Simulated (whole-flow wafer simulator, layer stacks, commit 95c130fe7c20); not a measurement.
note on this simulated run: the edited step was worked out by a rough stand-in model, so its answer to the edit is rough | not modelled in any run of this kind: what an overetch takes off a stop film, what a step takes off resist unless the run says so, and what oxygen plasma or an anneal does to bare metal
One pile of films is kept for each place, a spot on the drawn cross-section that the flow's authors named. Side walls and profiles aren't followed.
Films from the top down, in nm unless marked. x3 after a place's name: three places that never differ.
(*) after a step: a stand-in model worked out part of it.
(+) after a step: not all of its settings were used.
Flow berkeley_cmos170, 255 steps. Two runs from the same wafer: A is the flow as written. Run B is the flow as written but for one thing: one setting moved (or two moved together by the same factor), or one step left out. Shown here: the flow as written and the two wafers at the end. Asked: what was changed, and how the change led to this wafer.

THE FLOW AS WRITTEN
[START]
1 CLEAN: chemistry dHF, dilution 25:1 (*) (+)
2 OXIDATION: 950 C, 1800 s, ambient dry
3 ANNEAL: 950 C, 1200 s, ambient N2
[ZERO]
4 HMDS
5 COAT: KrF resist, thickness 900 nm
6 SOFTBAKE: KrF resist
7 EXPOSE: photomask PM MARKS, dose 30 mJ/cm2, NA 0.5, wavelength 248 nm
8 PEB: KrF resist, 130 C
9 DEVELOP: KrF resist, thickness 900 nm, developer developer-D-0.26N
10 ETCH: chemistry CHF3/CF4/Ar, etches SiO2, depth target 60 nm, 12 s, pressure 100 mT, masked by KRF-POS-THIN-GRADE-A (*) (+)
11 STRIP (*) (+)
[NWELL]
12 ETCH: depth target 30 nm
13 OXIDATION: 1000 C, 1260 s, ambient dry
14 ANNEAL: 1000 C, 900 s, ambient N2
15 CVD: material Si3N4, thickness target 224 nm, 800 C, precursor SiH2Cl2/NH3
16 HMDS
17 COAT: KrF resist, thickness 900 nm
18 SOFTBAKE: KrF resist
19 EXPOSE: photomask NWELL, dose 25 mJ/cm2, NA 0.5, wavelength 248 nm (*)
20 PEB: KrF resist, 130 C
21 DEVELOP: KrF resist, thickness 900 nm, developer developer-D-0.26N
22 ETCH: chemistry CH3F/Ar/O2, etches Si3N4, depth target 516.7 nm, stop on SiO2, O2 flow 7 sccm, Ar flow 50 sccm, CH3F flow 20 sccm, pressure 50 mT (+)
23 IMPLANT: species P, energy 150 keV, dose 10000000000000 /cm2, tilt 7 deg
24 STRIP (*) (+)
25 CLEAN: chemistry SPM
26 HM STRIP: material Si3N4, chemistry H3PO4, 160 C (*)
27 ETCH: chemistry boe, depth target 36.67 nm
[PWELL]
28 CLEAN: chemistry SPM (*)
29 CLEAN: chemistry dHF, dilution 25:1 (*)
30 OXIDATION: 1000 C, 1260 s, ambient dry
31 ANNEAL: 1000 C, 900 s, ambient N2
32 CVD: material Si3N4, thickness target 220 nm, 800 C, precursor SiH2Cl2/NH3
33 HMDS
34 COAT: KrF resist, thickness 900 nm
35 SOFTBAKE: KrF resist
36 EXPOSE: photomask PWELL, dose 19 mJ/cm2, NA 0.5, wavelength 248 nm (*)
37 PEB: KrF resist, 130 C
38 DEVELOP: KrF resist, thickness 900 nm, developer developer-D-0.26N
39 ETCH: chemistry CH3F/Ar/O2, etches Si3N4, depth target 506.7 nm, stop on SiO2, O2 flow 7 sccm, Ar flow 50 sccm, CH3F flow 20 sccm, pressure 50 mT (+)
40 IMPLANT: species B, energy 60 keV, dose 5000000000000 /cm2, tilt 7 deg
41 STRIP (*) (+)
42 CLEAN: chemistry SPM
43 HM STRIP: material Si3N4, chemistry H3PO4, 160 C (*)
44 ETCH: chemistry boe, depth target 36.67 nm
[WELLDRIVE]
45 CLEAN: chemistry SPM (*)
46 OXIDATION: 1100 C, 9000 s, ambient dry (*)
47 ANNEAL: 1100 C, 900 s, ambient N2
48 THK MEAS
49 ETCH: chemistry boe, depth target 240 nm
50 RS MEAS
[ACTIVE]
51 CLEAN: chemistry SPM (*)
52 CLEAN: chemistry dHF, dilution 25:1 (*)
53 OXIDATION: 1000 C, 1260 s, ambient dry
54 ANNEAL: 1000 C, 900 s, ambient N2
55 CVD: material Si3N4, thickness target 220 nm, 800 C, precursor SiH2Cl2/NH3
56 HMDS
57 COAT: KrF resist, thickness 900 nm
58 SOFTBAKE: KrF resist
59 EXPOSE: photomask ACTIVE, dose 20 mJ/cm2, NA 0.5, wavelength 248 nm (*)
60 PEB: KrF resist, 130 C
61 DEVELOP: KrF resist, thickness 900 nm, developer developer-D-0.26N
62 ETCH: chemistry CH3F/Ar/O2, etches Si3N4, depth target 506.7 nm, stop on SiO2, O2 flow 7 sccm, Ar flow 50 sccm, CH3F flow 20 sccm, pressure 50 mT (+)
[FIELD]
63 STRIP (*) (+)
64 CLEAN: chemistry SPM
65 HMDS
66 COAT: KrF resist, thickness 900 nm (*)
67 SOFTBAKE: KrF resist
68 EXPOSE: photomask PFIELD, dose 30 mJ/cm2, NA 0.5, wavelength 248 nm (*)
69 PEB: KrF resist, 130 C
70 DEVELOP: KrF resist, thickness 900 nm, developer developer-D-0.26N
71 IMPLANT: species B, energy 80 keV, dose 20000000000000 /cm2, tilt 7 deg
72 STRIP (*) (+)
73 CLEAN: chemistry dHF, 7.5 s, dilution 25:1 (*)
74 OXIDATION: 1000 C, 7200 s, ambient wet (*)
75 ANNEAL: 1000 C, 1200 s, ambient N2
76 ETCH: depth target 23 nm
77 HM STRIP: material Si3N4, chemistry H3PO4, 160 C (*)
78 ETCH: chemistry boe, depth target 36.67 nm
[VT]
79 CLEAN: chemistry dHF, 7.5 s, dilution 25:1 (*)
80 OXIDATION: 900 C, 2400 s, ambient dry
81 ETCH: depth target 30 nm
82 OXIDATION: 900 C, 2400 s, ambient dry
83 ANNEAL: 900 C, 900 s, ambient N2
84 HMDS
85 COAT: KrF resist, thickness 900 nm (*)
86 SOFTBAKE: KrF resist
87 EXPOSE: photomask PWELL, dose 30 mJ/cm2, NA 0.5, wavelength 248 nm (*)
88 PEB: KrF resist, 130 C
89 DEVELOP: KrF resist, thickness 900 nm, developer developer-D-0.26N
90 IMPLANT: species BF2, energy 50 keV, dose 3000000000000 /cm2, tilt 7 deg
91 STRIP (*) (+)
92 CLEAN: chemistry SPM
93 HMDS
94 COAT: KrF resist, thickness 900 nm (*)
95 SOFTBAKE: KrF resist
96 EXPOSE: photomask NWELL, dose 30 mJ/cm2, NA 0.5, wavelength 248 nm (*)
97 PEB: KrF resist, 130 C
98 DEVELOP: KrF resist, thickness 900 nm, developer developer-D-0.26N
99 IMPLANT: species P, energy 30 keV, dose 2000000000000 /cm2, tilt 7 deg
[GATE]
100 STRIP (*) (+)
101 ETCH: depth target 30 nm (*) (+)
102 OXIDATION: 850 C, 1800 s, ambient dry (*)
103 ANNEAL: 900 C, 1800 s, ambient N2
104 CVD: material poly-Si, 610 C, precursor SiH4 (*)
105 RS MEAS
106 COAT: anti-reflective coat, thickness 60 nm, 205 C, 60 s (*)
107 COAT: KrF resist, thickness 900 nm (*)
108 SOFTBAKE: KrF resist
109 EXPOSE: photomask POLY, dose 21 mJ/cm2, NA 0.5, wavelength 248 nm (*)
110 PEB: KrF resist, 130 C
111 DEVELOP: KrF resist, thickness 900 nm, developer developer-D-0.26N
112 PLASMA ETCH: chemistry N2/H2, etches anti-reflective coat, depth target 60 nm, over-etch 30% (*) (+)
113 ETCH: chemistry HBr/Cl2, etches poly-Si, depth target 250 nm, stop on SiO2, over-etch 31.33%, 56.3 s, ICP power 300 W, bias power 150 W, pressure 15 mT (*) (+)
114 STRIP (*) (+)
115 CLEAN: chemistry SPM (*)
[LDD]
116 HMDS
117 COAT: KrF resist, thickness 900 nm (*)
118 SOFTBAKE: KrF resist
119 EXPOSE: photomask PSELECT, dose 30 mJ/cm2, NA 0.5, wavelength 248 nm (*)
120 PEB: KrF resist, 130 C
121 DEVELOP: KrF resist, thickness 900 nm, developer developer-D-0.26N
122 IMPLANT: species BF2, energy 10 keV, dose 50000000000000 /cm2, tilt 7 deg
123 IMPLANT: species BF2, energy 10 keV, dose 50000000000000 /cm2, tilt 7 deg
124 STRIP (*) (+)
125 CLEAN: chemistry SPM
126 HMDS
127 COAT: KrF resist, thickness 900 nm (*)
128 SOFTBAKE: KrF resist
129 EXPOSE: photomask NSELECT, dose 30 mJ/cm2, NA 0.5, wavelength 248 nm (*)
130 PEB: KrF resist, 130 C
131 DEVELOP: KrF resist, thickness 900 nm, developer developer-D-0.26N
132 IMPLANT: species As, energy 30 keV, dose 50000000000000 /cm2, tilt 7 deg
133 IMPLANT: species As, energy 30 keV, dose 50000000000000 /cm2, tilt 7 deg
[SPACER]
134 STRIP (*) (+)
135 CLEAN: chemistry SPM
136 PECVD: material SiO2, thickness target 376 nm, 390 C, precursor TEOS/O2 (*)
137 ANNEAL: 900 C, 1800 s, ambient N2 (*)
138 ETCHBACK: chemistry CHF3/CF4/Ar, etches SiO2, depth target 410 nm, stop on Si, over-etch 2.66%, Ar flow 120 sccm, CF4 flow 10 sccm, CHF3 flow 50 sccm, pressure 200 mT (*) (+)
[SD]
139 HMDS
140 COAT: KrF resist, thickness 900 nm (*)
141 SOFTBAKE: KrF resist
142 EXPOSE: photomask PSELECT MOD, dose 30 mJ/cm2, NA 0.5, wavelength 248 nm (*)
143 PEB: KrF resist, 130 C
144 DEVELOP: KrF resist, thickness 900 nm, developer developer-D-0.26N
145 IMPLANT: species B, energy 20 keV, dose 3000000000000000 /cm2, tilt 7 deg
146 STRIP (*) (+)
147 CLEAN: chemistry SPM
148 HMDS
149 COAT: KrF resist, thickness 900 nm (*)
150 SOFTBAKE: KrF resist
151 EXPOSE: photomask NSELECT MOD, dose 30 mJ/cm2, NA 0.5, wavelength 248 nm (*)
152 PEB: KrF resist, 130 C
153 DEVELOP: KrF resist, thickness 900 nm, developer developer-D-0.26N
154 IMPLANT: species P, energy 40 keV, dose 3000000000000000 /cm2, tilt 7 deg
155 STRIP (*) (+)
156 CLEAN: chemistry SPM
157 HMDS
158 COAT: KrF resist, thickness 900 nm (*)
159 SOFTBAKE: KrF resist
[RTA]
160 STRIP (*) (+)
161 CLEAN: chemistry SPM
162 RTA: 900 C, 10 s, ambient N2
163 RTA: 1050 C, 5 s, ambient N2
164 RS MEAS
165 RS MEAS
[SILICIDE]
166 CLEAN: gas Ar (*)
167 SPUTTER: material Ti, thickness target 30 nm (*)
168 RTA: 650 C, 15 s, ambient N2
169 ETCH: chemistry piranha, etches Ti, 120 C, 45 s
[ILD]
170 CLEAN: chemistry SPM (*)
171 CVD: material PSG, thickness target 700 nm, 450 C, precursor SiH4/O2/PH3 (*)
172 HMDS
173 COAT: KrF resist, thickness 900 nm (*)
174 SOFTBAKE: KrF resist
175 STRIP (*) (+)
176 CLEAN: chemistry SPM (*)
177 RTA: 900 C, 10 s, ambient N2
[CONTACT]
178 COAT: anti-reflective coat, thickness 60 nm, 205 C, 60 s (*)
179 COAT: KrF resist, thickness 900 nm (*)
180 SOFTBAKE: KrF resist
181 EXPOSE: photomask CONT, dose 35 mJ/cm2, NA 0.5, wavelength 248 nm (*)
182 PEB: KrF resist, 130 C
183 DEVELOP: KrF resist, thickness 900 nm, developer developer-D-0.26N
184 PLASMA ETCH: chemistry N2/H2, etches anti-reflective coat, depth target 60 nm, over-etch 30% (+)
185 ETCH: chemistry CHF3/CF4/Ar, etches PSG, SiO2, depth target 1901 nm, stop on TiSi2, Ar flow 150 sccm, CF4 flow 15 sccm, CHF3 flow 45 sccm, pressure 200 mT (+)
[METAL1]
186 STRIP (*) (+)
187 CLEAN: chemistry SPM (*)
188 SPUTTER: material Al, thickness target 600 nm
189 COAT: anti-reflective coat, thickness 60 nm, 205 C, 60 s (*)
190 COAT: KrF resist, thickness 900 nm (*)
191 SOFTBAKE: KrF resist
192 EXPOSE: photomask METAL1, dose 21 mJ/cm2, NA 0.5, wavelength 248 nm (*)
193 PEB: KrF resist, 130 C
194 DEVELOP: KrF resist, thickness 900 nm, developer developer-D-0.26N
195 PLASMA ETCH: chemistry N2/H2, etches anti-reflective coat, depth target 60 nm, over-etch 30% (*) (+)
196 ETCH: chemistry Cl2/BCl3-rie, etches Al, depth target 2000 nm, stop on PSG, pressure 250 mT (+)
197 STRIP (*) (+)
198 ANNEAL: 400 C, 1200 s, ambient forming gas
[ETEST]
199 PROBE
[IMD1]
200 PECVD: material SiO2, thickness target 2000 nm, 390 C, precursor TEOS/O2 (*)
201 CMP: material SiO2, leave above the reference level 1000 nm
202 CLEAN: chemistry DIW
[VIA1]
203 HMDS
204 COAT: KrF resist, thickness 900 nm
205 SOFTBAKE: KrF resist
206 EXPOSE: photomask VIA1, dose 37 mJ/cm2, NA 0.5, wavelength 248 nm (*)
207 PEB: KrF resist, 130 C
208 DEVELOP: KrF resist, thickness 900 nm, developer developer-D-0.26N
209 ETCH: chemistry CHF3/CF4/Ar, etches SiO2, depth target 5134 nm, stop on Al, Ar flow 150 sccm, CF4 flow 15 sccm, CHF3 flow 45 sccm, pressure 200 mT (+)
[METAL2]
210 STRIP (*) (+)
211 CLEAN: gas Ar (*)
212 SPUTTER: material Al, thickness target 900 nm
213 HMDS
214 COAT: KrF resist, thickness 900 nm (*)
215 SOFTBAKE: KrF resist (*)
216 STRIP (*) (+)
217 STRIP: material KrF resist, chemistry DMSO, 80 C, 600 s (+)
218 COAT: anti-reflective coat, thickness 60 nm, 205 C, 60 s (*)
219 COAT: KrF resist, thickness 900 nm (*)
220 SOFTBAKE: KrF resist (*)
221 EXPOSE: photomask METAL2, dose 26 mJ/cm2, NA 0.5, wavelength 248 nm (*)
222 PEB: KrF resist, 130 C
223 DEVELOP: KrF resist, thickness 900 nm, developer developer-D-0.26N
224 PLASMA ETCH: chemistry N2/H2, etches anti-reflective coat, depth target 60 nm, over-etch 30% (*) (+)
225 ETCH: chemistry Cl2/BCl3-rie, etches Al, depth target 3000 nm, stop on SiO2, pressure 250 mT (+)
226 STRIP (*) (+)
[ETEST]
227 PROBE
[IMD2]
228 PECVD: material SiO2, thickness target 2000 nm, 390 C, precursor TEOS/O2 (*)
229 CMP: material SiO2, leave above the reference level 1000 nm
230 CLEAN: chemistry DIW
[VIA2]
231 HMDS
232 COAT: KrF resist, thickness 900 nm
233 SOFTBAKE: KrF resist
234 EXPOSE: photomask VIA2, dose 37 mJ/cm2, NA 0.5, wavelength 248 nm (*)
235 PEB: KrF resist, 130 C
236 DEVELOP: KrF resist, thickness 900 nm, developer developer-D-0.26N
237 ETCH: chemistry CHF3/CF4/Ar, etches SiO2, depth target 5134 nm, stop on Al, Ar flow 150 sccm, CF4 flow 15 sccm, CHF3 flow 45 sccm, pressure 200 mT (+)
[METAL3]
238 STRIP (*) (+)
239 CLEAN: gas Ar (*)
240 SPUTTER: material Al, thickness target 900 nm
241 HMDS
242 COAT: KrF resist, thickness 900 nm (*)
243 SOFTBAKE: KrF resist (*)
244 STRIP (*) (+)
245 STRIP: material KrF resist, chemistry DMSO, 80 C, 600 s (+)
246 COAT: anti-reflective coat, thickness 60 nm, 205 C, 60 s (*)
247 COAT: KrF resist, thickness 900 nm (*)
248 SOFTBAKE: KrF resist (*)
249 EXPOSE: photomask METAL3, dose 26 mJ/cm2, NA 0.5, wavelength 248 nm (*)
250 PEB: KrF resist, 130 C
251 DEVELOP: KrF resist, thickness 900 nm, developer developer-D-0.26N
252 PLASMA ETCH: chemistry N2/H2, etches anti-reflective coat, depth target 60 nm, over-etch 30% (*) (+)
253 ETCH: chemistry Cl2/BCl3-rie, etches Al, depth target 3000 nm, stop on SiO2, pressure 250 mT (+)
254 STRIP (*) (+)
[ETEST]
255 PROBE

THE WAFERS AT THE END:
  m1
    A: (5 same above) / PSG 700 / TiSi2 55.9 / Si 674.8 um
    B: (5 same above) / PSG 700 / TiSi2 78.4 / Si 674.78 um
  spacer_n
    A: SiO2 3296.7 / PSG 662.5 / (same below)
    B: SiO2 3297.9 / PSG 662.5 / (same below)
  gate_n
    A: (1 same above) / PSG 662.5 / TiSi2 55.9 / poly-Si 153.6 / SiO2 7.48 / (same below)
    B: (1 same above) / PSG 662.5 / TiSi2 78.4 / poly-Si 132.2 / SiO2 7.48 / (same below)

The cause: step 167, SPUTTER: thickness target 45 nm was run, where the flow has thickness target 30 nm.

How the change led to this, step by step:
  167 SPUTTER: material Ti, thickness target 30 nm (*)
      field, sd_n, spacer_n and 9 more: A Ti +30 (new film) | B Ti +45 (new film)
  168 RTA: 650 C, 15 s, ambient N2
      sd_n, sd_p, contact, m1, via1, m2, via2: A Ti -23.4, TiSi first +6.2 (new film), TiSi2 C49 +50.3 (new film), Si -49 | B Ti -32.8, TiSi first +33.4 (new film), TiSi2 C49 +33.6 (new film), Si -52.2
      gate_n, gate_p: A Ti -23.4, TiSi first +6.2 (new film), TiSi2 C49 +50.3 (new film), poly-Si -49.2 | B Ti -32.8, TiSi first +33.4 (new film), TiSi2 C49 +33.6 (new film), poly-Si -52.4
  169 ETCH: chemistry piranha, etches Ti, 120 C, 45 s
      sd_n, gate_n, sd_p and 6 more: A Ti -6.6 (all of it), TiSi first -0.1 | B Ti -12.2 (all of it), TiSi first -0.1
      field, spacer_n, spacer_p: A Ti -30 (all of it) | B Ti -45 (all of it)
  177 RTA: 900 C, 10 s, ambient N2
      sd_n, sd_p, contact, m1, via1, m2, via2: A under 1 film: TiSi2 +55.9 (new film), TiSi first -6.09 (all of it), TiSi2 C49 -50.3 (all of it), Si -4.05 | B under 1 film: TiSi2 +78.4 (new film), TiSi first -33.3 (all of it), TiSi2 C49 -33.6 (all of it), Si -22.1
      gate_n, gate_p: A under 1 film: TiSi2 +55.9 (new film), TiSi first -6.09 (all of it), TiSi2 C49 -50.3 (all of it), poly-Si -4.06 | B under 1 film: TiSi2 +78.4 (new film), TiSi first -33.3 (all of it), TiSi2 C49 -33.6 (all of it), poly-Si -22.2
